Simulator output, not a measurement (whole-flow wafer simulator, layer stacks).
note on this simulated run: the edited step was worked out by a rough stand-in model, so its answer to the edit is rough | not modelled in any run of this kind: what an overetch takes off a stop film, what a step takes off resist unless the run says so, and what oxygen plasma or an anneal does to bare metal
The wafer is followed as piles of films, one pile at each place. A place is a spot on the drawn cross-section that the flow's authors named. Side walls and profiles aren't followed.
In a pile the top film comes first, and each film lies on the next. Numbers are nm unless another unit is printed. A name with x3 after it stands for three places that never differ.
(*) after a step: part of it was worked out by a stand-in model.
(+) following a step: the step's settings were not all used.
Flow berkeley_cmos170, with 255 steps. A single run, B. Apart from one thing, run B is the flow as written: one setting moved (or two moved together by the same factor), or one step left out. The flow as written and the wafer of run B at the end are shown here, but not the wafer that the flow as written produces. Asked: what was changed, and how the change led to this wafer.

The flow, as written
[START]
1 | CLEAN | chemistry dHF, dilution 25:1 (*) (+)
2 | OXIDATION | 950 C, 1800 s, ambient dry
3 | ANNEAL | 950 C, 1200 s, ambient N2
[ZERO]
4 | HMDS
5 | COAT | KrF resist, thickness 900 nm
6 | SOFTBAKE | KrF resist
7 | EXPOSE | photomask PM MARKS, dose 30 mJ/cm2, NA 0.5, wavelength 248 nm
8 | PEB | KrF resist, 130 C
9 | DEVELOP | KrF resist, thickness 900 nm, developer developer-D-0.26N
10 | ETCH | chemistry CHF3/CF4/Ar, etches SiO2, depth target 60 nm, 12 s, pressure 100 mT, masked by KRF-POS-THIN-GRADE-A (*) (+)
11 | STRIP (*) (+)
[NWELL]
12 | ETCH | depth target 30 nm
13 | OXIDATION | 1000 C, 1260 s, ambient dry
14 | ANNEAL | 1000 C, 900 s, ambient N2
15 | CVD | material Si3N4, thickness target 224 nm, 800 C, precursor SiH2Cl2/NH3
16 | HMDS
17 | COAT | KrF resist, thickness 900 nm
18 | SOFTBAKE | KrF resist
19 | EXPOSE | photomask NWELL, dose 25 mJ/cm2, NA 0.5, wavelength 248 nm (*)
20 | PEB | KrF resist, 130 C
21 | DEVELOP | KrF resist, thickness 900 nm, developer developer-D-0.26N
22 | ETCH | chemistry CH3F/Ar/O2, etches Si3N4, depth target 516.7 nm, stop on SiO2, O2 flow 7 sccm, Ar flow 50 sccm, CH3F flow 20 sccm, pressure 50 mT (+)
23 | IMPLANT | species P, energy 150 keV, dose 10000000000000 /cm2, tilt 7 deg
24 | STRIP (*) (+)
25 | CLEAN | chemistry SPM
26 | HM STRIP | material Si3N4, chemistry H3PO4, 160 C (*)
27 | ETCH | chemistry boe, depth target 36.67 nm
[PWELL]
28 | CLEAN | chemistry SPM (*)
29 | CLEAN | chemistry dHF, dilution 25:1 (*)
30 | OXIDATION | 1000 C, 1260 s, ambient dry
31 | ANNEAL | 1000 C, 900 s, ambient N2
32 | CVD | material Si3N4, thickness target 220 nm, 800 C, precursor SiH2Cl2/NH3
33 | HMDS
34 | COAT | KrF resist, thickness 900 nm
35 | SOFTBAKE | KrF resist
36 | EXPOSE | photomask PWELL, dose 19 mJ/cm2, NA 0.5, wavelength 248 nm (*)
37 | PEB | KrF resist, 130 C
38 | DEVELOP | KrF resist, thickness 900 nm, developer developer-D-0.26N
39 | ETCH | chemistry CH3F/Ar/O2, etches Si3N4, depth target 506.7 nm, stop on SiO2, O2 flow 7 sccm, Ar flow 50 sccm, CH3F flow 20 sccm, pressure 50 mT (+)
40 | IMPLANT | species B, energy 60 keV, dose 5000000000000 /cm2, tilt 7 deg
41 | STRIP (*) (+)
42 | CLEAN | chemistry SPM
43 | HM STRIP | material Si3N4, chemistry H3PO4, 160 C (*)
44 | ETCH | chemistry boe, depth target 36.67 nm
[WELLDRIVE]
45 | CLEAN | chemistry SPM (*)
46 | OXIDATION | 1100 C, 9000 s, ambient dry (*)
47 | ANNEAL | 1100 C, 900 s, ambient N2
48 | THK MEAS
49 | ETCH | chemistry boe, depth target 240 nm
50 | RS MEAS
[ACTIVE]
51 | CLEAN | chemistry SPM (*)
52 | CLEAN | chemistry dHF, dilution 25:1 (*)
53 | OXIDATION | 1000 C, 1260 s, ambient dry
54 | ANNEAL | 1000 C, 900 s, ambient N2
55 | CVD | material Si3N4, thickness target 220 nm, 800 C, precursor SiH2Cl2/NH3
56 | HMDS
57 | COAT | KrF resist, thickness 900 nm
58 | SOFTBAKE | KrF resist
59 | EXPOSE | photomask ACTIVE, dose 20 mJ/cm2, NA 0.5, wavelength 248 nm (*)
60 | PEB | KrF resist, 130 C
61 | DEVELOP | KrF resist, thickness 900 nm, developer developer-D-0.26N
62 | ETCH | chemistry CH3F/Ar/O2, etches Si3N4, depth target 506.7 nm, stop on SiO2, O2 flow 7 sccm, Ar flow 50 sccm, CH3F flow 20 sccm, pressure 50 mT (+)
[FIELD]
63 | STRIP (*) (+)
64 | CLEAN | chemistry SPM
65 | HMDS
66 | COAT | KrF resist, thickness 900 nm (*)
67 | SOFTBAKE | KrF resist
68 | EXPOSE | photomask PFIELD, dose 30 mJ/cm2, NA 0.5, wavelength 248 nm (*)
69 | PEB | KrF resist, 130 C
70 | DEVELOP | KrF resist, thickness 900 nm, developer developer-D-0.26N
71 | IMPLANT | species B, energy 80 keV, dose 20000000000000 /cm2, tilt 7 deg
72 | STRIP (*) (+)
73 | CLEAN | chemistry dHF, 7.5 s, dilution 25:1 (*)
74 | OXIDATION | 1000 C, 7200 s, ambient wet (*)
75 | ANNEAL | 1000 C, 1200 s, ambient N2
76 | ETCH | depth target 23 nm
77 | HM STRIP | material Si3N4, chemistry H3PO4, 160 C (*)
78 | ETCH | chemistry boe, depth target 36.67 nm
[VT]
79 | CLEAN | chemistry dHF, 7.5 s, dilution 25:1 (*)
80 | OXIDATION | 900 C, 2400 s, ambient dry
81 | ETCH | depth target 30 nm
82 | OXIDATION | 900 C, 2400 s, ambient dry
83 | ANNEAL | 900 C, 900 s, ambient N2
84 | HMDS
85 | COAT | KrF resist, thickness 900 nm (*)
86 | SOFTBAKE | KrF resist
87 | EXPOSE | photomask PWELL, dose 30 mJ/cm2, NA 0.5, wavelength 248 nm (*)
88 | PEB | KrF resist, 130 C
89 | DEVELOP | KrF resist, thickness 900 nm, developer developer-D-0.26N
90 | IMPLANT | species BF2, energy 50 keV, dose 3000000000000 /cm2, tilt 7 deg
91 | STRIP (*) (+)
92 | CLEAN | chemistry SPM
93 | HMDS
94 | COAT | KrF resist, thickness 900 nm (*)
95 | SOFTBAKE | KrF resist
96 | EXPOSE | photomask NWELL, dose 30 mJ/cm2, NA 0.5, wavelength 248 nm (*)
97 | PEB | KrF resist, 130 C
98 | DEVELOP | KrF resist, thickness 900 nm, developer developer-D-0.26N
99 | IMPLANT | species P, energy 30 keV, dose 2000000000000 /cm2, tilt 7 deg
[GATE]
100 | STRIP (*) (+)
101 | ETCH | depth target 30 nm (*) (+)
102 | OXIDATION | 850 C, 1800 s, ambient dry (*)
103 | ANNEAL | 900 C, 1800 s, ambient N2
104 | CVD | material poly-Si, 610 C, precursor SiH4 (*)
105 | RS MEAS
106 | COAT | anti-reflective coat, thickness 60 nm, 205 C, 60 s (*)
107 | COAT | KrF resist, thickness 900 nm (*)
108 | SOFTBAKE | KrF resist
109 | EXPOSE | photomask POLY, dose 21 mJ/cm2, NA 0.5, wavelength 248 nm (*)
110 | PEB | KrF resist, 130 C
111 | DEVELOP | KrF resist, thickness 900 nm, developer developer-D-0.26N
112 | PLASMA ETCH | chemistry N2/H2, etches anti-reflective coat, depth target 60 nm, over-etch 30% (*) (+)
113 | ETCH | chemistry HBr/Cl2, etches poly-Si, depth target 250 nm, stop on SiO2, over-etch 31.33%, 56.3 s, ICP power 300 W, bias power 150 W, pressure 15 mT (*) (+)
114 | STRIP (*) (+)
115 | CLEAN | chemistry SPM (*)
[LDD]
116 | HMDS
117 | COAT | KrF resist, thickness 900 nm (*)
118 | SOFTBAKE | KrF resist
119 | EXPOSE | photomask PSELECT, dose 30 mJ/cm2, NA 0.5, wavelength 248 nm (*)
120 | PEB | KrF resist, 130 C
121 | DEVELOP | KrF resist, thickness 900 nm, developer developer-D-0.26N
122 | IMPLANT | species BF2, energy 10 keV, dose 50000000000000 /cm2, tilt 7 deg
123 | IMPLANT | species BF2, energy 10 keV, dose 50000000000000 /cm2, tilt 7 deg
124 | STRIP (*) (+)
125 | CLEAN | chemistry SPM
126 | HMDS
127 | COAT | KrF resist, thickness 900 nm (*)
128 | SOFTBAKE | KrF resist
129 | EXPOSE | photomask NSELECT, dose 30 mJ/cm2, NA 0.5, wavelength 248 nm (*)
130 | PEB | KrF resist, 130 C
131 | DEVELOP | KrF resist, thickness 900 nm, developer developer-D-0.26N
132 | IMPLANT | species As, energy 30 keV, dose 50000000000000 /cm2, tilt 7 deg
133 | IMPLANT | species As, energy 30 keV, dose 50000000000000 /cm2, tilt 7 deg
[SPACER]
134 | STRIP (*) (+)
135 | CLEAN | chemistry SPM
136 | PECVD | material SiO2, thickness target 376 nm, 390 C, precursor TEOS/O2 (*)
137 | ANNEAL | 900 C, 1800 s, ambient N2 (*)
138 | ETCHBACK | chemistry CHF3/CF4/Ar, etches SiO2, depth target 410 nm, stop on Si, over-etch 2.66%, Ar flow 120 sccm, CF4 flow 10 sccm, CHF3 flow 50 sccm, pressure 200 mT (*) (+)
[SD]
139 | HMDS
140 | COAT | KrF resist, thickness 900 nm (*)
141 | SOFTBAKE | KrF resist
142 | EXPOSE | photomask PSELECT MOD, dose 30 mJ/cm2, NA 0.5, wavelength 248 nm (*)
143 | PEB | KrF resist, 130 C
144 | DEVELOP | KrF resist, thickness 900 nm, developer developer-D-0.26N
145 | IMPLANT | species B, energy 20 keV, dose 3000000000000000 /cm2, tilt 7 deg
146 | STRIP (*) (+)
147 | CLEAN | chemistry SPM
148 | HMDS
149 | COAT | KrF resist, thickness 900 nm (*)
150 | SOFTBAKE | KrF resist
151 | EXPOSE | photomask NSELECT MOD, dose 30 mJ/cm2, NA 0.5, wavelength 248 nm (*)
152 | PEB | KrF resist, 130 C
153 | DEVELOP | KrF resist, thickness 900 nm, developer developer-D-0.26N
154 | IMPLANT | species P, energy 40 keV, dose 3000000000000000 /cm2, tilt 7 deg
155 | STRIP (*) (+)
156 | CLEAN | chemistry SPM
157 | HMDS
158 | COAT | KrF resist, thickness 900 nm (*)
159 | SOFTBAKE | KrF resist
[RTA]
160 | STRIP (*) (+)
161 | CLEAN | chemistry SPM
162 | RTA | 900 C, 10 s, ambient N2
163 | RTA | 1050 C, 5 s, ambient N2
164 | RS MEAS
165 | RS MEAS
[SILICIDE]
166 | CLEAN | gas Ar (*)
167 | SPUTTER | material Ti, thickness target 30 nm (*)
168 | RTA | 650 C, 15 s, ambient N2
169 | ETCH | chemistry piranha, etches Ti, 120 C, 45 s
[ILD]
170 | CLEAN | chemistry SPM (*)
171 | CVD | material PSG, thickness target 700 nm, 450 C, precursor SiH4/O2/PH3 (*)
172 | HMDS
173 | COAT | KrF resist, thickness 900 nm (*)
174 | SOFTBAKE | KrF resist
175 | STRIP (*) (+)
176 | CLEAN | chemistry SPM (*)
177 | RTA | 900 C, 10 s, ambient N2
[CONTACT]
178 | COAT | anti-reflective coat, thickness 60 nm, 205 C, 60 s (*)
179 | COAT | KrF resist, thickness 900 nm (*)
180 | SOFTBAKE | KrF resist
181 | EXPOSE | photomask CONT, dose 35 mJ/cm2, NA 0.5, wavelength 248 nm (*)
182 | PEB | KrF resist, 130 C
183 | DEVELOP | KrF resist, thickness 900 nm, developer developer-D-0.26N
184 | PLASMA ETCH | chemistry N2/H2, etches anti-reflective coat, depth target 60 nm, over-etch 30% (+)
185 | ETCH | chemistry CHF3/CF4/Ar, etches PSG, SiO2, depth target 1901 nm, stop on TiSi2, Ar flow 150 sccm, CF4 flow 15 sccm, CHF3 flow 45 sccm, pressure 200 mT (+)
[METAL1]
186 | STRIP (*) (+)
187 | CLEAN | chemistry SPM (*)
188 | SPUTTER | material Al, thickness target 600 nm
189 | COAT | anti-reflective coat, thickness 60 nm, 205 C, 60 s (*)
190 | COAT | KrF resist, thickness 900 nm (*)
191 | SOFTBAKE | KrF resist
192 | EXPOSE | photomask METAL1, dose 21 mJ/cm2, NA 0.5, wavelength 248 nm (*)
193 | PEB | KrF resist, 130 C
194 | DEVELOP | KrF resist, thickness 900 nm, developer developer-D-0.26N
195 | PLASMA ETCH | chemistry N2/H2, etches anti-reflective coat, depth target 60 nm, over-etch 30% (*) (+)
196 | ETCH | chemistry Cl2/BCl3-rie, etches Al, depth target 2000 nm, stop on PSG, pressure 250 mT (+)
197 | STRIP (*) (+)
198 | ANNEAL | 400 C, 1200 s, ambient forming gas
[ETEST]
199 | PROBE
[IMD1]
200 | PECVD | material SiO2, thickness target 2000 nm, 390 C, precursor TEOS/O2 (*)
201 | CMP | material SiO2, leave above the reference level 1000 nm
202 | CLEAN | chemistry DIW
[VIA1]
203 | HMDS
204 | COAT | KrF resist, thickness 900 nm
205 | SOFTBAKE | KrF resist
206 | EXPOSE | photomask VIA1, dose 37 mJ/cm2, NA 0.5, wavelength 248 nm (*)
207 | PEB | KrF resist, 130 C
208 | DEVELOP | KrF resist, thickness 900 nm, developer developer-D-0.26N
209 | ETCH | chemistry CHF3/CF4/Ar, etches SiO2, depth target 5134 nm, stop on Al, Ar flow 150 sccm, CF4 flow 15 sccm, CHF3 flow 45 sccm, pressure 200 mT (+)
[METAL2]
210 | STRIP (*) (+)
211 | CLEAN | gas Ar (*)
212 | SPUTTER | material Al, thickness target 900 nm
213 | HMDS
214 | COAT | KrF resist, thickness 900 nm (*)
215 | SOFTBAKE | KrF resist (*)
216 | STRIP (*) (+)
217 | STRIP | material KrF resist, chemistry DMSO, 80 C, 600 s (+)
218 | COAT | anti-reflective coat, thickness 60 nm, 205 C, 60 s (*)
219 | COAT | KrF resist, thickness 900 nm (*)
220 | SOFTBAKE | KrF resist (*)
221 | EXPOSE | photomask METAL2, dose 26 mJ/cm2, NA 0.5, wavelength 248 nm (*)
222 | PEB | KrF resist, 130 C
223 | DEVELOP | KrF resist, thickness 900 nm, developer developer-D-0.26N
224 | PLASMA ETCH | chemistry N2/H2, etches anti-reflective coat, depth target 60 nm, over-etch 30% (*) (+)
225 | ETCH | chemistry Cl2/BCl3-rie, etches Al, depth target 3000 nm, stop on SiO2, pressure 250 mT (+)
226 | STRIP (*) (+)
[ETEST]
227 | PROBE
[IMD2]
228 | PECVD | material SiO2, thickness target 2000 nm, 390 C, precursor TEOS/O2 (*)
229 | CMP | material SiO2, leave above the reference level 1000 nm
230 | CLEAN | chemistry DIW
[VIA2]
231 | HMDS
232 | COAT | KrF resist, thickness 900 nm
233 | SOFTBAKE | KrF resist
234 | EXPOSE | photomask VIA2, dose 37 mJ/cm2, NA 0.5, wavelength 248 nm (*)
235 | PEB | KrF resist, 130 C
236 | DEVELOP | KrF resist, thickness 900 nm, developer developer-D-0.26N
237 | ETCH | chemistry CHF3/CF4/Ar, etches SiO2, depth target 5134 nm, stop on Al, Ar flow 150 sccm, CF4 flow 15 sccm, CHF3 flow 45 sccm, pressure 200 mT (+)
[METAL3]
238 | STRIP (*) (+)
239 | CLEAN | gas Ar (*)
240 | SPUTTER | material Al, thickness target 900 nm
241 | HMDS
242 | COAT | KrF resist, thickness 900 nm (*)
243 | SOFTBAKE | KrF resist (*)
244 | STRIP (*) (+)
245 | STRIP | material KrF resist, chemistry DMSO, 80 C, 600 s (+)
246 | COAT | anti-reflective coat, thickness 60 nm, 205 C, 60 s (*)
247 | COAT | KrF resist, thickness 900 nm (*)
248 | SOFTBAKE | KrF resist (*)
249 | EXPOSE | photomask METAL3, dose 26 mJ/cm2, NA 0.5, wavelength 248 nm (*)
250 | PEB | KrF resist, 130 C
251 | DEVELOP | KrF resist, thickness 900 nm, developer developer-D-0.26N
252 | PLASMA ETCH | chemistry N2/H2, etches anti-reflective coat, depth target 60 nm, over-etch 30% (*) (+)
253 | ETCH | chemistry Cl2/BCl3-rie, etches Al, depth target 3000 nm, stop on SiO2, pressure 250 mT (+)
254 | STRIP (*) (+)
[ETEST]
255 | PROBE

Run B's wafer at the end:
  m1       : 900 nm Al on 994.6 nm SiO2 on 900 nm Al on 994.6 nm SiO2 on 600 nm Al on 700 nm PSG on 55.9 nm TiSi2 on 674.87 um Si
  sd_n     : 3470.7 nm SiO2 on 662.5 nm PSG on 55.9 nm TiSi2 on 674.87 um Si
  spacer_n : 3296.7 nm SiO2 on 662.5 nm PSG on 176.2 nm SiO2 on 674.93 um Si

The reason: step 46, OXIDATION: 880 C was run, though the flow has 1100 C.

Step by step, how the change led to this:
  46 | OXIDATION | 1100 C, 9000 s, ambient dry (*)
      field, sd_n, spacer_n and 9 more: SiO2 gains 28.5 (new film), chemical SiO2 loses 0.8 (all of it), Si loses 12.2 (it would be, as written: SiO2 gains 197.7 (new film), chemical SiO2 loses 0.8 (all of it), Si loses 86.6)
  49 | ETCH | chemistry boe, depth target 240 nm
      field, sd_n, spacer_n and 9 more: SiO2 loses 28.5 (all of it) (it would be, as written: SiO2 loses 197.7 (all of it))
